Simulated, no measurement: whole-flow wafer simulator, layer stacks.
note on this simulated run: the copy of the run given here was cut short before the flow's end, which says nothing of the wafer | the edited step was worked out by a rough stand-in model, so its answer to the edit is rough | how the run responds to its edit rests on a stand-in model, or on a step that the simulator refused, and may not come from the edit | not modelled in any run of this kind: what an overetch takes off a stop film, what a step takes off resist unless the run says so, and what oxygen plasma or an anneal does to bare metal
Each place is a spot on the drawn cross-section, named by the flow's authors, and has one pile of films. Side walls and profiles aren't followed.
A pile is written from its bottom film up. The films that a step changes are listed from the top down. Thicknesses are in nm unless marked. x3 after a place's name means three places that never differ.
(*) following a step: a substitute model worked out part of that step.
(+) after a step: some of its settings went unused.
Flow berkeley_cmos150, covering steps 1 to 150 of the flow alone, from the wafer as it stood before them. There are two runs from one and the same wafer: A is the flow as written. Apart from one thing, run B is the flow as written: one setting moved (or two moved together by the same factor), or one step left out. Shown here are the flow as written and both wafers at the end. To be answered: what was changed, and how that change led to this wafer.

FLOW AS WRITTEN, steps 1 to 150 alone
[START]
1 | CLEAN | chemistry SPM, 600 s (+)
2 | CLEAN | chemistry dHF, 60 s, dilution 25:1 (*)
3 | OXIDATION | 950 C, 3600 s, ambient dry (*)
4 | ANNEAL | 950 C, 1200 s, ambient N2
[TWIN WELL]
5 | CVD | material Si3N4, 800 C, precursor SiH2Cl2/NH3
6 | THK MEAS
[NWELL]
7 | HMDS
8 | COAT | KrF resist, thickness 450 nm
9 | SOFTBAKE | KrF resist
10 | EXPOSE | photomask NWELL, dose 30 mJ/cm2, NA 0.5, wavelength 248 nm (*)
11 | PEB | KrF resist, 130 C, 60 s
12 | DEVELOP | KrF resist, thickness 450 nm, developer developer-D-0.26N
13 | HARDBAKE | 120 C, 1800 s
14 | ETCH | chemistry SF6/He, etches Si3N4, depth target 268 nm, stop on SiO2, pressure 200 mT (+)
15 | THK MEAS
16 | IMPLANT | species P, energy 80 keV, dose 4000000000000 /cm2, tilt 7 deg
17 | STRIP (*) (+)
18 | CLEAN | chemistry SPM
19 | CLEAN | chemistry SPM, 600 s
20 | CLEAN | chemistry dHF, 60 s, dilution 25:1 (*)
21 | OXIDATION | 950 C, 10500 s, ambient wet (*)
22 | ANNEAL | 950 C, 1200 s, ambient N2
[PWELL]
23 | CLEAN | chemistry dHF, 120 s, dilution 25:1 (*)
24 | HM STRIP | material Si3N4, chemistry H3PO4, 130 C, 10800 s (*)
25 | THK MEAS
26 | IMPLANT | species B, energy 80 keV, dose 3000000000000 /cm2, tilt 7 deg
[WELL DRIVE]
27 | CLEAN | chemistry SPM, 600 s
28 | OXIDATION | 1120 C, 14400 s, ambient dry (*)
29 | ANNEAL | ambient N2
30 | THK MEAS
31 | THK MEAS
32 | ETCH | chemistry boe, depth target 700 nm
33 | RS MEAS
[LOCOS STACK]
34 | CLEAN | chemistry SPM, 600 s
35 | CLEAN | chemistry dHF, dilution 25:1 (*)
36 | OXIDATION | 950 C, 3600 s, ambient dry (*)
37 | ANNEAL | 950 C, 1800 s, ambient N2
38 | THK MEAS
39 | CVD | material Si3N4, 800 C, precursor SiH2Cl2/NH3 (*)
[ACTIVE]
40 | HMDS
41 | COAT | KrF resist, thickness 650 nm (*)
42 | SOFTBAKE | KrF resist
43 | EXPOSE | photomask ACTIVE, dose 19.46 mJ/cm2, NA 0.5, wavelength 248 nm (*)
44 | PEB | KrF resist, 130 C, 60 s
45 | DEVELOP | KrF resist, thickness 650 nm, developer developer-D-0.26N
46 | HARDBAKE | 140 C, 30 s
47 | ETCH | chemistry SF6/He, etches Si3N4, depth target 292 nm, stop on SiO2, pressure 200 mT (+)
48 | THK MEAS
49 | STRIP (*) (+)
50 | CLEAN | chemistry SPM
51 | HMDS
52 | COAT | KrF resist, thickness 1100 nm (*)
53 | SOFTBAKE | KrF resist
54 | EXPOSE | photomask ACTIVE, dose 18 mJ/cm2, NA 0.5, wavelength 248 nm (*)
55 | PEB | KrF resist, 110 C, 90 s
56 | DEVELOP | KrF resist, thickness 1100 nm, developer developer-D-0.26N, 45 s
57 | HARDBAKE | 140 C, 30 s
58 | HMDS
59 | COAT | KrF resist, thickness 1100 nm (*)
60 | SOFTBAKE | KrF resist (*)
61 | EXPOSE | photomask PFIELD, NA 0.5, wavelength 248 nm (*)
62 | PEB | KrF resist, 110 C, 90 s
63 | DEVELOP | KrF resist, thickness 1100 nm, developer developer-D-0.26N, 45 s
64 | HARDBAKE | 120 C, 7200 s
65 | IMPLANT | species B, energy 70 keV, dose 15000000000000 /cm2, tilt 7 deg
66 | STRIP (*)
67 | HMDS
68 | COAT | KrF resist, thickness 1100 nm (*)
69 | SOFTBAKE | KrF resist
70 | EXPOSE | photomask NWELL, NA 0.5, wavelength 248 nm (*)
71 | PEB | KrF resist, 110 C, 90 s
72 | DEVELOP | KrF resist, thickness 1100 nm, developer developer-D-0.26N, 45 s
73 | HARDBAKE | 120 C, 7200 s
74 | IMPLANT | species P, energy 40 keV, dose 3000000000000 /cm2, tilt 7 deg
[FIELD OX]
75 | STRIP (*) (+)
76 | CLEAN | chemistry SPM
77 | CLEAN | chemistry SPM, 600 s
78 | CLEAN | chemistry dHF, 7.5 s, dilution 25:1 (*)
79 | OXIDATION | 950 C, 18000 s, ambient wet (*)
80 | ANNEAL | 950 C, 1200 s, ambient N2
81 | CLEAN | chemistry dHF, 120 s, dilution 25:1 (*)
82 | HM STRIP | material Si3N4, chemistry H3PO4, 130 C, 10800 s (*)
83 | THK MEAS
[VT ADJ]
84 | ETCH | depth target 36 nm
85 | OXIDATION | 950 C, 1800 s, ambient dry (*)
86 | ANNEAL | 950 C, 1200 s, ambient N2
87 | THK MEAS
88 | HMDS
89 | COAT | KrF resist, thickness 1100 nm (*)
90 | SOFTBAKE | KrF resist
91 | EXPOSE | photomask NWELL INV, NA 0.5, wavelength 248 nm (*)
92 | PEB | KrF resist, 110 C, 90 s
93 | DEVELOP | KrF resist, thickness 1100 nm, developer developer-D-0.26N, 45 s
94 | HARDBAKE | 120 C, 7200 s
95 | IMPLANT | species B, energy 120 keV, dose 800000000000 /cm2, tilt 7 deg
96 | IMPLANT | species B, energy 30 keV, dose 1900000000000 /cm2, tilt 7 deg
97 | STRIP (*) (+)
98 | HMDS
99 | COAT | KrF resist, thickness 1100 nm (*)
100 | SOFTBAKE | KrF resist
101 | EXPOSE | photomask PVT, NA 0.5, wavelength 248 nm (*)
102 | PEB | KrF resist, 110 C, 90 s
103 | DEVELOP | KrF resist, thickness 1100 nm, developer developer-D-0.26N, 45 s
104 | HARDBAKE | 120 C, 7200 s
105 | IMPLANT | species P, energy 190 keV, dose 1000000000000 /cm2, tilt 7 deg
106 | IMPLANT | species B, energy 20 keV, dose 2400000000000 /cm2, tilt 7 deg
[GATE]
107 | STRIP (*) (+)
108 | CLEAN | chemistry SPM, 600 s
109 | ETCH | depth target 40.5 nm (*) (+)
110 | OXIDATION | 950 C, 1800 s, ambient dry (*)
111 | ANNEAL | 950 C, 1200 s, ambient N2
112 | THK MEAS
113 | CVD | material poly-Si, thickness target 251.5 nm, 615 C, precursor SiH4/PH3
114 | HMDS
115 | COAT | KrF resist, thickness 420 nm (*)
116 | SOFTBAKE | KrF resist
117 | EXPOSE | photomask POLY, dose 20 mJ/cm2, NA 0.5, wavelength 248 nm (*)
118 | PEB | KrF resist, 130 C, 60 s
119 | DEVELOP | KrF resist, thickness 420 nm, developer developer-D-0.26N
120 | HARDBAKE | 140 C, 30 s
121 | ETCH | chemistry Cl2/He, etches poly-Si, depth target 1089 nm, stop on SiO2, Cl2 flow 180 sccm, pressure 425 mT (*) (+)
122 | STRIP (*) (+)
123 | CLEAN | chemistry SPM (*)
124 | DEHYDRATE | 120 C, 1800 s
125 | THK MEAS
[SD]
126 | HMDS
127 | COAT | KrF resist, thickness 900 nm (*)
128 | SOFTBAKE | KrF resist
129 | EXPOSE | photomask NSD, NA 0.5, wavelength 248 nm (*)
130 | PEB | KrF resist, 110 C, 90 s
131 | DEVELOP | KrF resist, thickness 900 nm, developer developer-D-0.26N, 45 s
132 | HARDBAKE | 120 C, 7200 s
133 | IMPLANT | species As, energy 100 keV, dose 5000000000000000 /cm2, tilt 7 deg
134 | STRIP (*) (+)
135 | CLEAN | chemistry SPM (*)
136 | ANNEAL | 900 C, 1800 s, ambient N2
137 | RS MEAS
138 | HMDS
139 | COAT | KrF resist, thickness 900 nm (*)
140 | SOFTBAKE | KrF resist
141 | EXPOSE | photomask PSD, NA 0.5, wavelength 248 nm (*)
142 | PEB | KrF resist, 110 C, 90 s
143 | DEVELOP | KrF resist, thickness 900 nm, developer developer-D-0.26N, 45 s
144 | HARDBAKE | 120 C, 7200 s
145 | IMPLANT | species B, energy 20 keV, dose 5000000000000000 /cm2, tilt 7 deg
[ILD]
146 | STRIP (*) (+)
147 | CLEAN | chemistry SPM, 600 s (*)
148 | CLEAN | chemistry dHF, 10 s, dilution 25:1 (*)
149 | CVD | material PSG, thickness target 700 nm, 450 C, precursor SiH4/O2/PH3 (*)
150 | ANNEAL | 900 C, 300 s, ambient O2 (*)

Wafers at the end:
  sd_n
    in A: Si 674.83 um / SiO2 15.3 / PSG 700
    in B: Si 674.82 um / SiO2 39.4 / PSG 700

The reason: step 39, CVD: 742 C was run, though the flow has 800 C.

The path from the change to this, step by step:
  39 | CVD | material Si3N4, 800 C, precursor SiH2Cl2/NH3 (*)
      field, field_p, sd_n, gate_n, sd_p, gate_p, contact, m1: A Si3N4 gains 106 (new film) | B Si3N4 gains 47.6 (new film)
  47 | ETCH | chemistry SF6/He, etches Si3N4, depth target 292 nm, stop on SiO2, pressure 200 mT (+)
      sd_n, gate_n, sd_p, gate_p, contact, m1: A KrF resist loses 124 | B KrF resist loses 60.4
      field, field_p: A Si3N4 loses 106 (all of it), SiO2 loses 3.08 | B Si3N4 loses 47.6 (all of it), SiO2 loses 3.08
  49 | STRIP (*) (+)
      sd_n: A KrF resist loses 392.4 (all of it) | B KrF resist loses 455.9 (all of it)
      gate_n: A KrF resist loses 400.6 (all of it) | B KrF resist loses 464.2 (all of it)
      (also at 4 further places)
  52 | COAT | KrF resist, thickness 1100 nm (*)
      sd_n: A KrF resist gains 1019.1 (new film) | B KrF resist gains 1052.7 (new film)
      gate_n: A KrF resist gains 1039.7 (new film) | B KrF resist gains 1066.6 (new film)
      (also at 4 further places)
  57 | HARDBAKE | 140 C, 30 s
      sd_n: A KrF resist loses 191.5 | B KrF resist loses 197.8
      gate_n: A KrF resist loses 195.3 | B KrF resist loses 200.2
      (also at 4 further places)
  59 | COAT | KrF resist, thickness 1100 nm (*)
      sd_n: A KrF resist gains 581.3 | B KrF resist gains 596.8
      gate_n: A KrF resist gains 684.4 | B KrF resist gains 700.7
      (also at 4 further places)
  66 | STRIP (*)
      sd_n: A KrF resist loses 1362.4 (all of it) | B KrF resist loses 1404.6 (all of it)
      gate_n: A KrF resist loses 1479.7 (all of it) | B KrF resist loses 1517.5 (all of it)
      (also at 4 further places)
  68 | COAT | KrF resist, thickness 1100 nm (*)
      sd_n: A KrF resist gains 1019.1 (new film) | B KrF resist gains 1052.7 (new film)
      gate_n: A KrF resist gains 1039.7 (new film) | B KrF resist gains 1066.6 (new film)
      (also at 4 further places)
  72 | DEVELOP | KrF resist, thickness 1100 nm, developer developer-D-0.26N, 45 s
      sd_p: A KrF resist loses 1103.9 (all of it) | B KrF resist loses 1133.8 (all of it)
      gate_p: A KrF resist loses 1108 (all of it) | B KrF resist loses 1133.9 (all of it)
  73 | HARDBAKE | 120 C, 7200 s
      sd_n: A KrF resist loses 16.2 | B KrF resist loses 16.8
      m1: A KrF resist loses 16.3 | B KrF resist loses 17
  75 | STRIP (*) (+)
      sd_n: A KrF resist loses 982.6 (all of it) | B KrF resist loses 1015.4 (all of it)
      gate_n: A KrF resist loses 1002.7 (all of it) | B KrF resist loses 1028.9 (all of it)
      (also at 2 further places)
  79 | OXIDATION | 950 C, 18000 s, ambient wet (*)
      contact: A SiO2 gains 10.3 (new film), Si3N4 loses 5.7 | B SiO2 gains 10.3 (new film), Si3N4 loses 5.7, SiO2 gains 0.1
      sd_n: A SiO2 gains 10.3 (new film), Si3N4 loses 5.7, SiO2 gains 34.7, Si loses 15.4 | B SiO2 gains 10.3 (new film), Si3N4 loses 5.7, SiO2 gains 72.9, Si loses 32.6
  82 | HM STRIP | material Si3N4, chemistry H3PO4, 130 C, 10800 s (*)
      sd_n, gate_n, contact, m1: A Si3N4 loses 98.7 (all of it), SiO2 loses 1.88 | B Si3N4 loses 40.2 (all of it), SiO2 loses 2.38
      sd_p, gate_p: A Si3N4 loses 98.6 (all of it), SiO2 loses 1.88 | B Si3N4 loses 40.1 (all of it), SiO2 loses 2.38
  85 | OXIDATION | 950 C, 1800 s, ambient dry (*)
      sd_n: A SiO2 gains 12.2, Si loses 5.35 | B SiO2 gains 8.04, Si loses 3.54
  109 | ETCH | depth target 40.5 nm (*) (+)
      sd_n: A SiO2 loses 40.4 (all of it) | B SiO2 loses 40.5
  110 | OXIDATION | 950 C, 1800 s, ambient dry (*)
      sd_n: A SiO2 gains 20.4 (new film), Si loses 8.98 | B SiO2 gains 10.9, Si loses 4.8
  ... 1 further step ...
  119 | DEVELOP | KrF resist, thickness 420 nm, developer developer-D-0.26N
      sd_n: A KrF resist loses 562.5 (all of it) | B KrF resist loses 548 (all of it)
